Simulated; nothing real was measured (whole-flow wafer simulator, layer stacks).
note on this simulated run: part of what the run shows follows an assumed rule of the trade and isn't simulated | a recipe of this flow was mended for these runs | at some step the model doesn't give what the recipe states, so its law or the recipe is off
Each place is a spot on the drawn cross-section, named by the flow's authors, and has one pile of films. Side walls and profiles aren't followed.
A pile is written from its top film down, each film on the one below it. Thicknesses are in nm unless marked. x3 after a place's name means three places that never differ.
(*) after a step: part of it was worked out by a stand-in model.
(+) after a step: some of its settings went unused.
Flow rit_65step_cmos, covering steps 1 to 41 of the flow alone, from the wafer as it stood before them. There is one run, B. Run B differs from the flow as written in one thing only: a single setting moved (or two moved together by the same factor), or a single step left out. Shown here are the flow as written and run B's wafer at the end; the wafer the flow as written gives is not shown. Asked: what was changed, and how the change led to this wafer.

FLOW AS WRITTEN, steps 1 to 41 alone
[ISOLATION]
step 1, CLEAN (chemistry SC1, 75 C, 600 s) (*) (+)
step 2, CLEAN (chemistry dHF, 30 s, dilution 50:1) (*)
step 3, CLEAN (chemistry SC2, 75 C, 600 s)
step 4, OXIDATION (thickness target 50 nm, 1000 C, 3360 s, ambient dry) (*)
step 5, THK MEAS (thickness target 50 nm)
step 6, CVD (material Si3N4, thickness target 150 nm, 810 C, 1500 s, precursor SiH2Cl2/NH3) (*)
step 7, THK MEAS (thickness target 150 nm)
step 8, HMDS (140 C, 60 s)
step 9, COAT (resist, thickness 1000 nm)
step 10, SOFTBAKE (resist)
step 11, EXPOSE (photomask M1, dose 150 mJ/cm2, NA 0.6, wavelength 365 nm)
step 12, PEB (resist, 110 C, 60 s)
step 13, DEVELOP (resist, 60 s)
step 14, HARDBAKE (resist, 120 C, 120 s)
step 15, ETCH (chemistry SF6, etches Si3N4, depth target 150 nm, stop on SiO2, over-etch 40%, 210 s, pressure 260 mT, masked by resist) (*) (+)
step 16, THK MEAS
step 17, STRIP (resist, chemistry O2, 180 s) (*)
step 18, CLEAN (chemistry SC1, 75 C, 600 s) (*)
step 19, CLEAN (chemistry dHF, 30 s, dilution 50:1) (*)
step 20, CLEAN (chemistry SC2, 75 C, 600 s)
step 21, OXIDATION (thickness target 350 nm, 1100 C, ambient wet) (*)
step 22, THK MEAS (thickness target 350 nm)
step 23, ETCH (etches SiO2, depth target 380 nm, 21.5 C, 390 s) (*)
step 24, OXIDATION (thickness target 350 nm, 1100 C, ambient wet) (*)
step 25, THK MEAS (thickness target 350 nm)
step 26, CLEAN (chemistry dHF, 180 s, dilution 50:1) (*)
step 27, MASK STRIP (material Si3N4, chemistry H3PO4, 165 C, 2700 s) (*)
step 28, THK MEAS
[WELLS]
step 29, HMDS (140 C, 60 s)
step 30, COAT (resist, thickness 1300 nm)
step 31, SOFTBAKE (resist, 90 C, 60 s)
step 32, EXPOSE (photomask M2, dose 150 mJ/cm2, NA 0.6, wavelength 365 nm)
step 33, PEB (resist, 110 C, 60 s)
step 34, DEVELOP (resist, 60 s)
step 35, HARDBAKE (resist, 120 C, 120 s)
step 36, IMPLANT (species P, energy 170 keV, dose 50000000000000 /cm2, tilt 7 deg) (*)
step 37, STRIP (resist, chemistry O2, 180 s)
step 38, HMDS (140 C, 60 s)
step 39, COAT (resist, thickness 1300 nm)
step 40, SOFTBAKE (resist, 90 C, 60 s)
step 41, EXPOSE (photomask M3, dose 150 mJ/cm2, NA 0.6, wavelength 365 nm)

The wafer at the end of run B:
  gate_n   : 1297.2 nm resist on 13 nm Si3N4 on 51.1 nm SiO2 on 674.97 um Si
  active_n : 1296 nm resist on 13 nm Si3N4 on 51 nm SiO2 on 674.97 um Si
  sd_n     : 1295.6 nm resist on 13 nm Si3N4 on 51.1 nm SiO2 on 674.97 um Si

The reason: step 27, MASK STRIP: 1148 s was run, though the flow has 2700 s.

The path from the change to this, step by step:
  step 27, MASK STRIP (material Si3N4, chemistry H3PO4, 165 C, 2700 s) (*)
      active_n, active_p, gate_n and 7 more: -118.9 Si3N4 (in the flow as written it would be: -131.8 Si3N4 (all of it), -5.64 SiO2)
      field, field_pw, field_nw, field_p: -4.54 SiO2 (in the flow as written it would be: -10.7 SiO2)
